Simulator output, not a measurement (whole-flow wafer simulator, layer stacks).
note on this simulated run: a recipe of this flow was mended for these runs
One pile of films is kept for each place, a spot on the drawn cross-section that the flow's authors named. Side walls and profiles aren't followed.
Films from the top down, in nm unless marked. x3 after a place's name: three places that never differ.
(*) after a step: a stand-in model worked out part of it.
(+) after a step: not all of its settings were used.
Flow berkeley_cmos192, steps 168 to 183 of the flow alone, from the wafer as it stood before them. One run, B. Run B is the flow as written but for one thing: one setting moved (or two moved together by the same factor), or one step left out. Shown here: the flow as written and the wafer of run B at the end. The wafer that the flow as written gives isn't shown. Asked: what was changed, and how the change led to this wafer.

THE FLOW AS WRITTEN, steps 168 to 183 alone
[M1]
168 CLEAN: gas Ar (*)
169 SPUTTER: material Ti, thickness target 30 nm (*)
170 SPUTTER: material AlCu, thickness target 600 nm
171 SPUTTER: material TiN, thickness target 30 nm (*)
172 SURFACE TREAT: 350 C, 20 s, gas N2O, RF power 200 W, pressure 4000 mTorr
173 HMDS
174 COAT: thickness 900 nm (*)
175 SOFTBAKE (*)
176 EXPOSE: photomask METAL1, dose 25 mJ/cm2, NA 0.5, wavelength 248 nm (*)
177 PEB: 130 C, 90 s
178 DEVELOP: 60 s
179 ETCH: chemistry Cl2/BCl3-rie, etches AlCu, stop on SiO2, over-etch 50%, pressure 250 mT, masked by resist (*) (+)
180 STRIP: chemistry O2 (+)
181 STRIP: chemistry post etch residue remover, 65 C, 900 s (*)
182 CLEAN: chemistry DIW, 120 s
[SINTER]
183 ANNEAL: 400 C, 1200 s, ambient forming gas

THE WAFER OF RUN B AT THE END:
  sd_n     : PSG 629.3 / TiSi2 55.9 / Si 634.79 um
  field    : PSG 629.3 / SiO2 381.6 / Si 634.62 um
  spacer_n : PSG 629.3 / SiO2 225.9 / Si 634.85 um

The cause: step 170, SPUTTER: thickness target 408 nm was run, where the flow has thickness target 600 nm.

How the change led to this, step by step:
  170 SPUTTER: material AlCu, thickness target 600 nm
      field, sd_n, spacer_n, gate, spacer_p, gate_p, m1: AlCu +408 (new film) (as written it would be: AlCu +600 (new film))
      sd_p: AlCu +372.4 (new film) (as written it would be: AlCu +557.4 (new film))
      (and at 1 more place)
  171 SPUTTER: material TiN, thickness target 30 nm (*)
      contact: TiN +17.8 (new film) (as written it would be: TiN +16 (new film))
  174 COAT: thickness 900 nm (*)
      contact: KrF-resist +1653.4 (new film) (as written it would be: KrF-resist +1717.4 (new film))
  179 ETCH: chemistry Cl2/BCl3-rie, etches AlCu, stop on SiO2, over-etch 50%, pressure 250 mT, masked by resist (*) (+)
      field, sd_n, spacer_n, gate, spacer_p, gate_p: TiN -30 (all of it), AlCu -408 (all of it), Ti -30 (all of it), PSG -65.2 (as written it would be: TiN -30 (all of it), AlCu -600 (all of it), Ti -30 (all of it), PSG -41.2)
      sd_p: TiN -26.4 (all of it), AlCu -372.4 (all of it), Ti -26.8 (all of it), PSG -70.5 (as written it would be: TiN -26.2 (all of it), AlCu -557.4 (all of it), Ti -26.8 (all of it), PSG -47.4)
  180 STRIP: chemistry O2 (+)
      contact: KrF-resist -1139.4 (all of it) (as written it would be: KrF-resist -1203.2 (all of it))
